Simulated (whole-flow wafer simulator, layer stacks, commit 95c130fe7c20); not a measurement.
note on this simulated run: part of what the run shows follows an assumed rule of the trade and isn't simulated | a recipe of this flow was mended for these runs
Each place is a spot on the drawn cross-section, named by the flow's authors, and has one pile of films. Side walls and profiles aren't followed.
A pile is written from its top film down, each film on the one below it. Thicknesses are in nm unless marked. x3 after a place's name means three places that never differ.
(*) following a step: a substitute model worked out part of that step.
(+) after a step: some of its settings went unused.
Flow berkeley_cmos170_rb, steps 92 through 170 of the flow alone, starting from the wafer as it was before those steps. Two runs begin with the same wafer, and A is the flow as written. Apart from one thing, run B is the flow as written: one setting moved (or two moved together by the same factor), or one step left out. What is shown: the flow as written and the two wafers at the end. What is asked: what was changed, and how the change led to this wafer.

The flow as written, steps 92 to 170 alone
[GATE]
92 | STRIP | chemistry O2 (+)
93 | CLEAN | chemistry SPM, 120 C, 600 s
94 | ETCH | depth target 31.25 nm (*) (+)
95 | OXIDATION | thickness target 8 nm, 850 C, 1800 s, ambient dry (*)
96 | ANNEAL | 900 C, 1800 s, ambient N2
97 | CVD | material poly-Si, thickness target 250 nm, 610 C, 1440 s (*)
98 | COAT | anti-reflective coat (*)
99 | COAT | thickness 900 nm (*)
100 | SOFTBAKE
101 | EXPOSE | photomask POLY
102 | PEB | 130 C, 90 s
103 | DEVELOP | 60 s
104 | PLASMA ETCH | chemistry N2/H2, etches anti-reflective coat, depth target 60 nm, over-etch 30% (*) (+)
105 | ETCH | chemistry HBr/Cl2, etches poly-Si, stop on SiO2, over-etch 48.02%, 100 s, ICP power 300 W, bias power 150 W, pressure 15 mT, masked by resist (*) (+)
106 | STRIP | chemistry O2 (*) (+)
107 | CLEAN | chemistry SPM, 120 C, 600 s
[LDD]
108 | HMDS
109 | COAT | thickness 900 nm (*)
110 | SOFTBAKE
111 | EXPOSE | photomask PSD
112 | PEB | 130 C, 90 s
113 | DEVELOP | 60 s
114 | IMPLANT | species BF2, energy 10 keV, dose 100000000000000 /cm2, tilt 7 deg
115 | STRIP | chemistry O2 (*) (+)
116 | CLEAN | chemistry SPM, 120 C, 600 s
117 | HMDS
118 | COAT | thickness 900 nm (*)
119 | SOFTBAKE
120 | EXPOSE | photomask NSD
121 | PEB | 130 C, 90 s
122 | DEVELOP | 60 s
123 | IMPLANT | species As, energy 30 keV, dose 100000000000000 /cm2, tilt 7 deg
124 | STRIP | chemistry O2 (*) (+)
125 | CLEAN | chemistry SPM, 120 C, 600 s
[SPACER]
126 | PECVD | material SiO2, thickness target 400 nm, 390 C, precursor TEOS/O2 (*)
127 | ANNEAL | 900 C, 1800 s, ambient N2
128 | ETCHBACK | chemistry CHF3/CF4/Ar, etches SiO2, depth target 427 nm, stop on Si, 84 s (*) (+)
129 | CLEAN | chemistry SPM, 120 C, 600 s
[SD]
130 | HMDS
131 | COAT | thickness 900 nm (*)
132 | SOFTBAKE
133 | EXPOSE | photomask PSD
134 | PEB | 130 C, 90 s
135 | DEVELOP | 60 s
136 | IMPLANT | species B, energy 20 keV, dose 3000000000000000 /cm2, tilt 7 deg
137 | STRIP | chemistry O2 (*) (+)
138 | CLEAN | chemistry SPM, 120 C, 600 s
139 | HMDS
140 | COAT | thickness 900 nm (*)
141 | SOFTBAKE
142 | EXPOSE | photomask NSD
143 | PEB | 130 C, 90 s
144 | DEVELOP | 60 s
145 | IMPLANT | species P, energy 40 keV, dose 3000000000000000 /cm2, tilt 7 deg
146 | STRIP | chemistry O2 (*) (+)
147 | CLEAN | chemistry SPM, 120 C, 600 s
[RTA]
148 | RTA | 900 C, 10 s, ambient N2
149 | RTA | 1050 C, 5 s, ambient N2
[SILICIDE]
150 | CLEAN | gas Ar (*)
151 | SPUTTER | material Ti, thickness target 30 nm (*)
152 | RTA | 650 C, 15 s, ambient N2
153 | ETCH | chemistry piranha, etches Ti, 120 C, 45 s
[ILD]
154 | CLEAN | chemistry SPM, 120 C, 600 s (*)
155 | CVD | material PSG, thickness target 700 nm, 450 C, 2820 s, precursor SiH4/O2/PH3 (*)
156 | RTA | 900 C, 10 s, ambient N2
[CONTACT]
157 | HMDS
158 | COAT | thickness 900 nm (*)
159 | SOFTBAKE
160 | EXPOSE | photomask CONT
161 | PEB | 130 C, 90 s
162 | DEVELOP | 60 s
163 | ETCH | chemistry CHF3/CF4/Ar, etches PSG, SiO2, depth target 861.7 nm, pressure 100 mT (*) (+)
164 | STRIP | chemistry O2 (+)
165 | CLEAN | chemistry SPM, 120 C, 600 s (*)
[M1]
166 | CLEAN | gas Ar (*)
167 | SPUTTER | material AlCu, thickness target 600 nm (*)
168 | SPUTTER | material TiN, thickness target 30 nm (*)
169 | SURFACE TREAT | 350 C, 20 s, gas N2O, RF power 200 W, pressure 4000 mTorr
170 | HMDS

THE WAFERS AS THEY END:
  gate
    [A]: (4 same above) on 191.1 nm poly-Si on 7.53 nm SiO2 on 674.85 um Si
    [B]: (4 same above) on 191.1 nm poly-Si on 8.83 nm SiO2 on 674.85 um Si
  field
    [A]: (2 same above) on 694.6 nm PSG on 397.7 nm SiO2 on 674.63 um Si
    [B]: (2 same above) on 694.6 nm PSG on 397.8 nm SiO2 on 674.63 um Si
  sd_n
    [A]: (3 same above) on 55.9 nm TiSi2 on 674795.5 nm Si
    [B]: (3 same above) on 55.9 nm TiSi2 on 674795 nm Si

What caused this: step 95, OXIDATION: thickness target 10.4 nm was run, while the flow as written has thickness target 8 nm; step 95, OXIDATION: 2340 s was run, where the flow has 1800 s.

How this came from the change, step by step:
  95 | OXIDATION | thickness target 8 nm, 850 C, 1800 s, ambient dry (*)
      sd_n, spacer_n, gate, sd_p, spacer_p, gate_p, contact, m1: A SiO2 gains 7.53 (new film), Si loses 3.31 | B SiO2 gains 8.83 (new film), Si loses 3.89
